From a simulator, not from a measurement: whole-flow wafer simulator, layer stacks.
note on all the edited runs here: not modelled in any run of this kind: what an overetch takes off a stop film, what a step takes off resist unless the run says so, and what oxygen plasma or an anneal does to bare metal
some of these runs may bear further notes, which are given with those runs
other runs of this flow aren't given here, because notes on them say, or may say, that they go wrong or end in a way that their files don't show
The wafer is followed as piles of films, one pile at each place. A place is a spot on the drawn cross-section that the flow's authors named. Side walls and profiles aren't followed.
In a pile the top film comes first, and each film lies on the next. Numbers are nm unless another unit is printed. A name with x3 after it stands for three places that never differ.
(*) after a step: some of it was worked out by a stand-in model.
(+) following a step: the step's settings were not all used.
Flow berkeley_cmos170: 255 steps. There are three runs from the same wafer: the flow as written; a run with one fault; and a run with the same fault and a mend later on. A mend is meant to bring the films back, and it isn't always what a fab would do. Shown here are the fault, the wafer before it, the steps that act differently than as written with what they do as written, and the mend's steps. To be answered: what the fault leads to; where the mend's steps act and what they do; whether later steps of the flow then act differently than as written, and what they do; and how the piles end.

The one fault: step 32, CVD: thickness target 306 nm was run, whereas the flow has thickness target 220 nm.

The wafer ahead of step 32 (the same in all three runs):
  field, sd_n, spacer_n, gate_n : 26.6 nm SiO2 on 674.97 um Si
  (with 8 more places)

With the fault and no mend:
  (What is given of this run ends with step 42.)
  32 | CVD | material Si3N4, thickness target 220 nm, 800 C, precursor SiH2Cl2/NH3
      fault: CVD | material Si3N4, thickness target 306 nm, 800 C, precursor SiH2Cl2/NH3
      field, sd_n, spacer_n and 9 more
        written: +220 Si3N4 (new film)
        fault: +306 Si3N4 (new film)
  Later steps of the flow acting differently than as written:
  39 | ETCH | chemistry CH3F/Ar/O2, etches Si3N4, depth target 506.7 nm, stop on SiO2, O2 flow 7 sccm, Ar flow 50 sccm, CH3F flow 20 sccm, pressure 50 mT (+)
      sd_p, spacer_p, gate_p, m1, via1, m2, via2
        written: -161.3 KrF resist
        fault: -218.7 KrF resist
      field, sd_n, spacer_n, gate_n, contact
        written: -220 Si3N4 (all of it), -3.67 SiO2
        fault: -306 Si3N4 (all of it), -3.67 SiO2
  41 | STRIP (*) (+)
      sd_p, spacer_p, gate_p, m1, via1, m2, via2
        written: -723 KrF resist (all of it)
        fault: -665.7 KrF resist (all of it)
  The piles after step 42 differ from the flow's at sd_p, spacer_p, gate_p, m1, via1, m2, via2 by more than 2% or 0.5 nm, whichever is larger.
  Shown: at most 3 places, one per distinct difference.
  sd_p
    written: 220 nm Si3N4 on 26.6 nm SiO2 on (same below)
    fault: 306 nm Si3N4 on 26.6 nm SiO2 on (same below)

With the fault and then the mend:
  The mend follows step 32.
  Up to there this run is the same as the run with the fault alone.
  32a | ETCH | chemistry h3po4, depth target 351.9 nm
      field, sd_n, spacer_n and 9 more
        -306 Si3N4 (all of it)
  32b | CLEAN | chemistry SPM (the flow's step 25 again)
      does not change any film at any place that is followed
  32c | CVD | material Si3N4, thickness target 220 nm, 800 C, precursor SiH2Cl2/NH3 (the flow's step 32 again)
      field, sd_n, spacer_n and 9 more
        +220 Si3N4 (new film)
  Later steps of the flow that are run all act as written at every place that is followed.
  The piles end the same as the flow's at every place that both follow.
